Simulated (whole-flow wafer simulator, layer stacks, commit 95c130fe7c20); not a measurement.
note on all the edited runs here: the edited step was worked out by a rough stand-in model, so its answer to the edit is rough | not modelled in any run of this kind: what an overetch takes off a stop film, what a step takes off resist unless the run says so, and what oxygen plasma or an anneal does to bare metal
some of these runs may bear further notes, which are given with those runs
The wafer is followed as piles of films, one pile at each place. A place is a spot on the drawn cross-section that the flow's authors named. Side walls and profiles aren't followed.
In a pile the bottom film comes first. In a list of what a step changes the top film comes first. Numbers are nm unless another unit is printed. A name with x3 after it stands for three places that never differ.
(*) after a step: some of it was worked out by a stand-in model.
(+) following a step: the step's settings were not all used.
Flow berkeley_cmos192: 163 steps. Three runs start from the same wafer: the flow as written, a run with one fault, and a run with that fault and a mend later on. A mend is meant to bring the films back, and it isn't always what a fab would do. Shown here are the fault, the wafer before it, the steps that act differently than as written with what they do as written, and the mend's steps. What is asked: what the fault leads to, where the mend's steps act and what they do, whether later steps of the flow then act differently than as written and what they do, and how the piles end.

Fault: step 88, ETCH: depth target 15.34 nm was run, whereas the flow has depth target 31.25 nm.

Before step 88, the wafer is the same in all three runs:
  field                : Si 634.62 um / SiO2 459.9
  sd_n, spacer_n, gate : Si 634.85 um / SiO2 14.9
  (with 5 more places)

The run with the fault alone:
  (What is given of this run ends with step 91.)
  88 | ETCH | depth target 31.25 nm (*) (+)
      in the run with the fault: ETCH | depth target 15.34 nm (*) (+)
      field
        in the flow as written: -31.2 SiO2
        in the run with the fault: -15.3 SiO2
  Later steps of the flow up to step 91 that are run all act as written at every place that is followed, up to a difference of at most 2% or 0.5 nm, whichever is larger.
  Once step 91 is done, the piles at field depart from the flow's by more than 2% or 0.5 nm, whichever is larger.
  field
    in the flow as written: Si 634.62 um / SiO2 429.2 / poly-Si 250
    in the run with the fault: Si 634.62 um / SiO2 445.1 / poly-Si 250

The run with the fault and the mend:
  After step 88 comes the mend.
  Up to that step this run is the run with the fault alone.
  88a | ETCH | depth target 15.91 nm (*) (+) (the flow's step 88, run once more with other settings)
      field
        -15.9 SiO2
  Later steps of the flow that are run all act as written at every place that is followed, up to a difference of at most 2% or 0.5 nm, whichever is larger.
  The piles end the same as the flow's at every place that both follow.
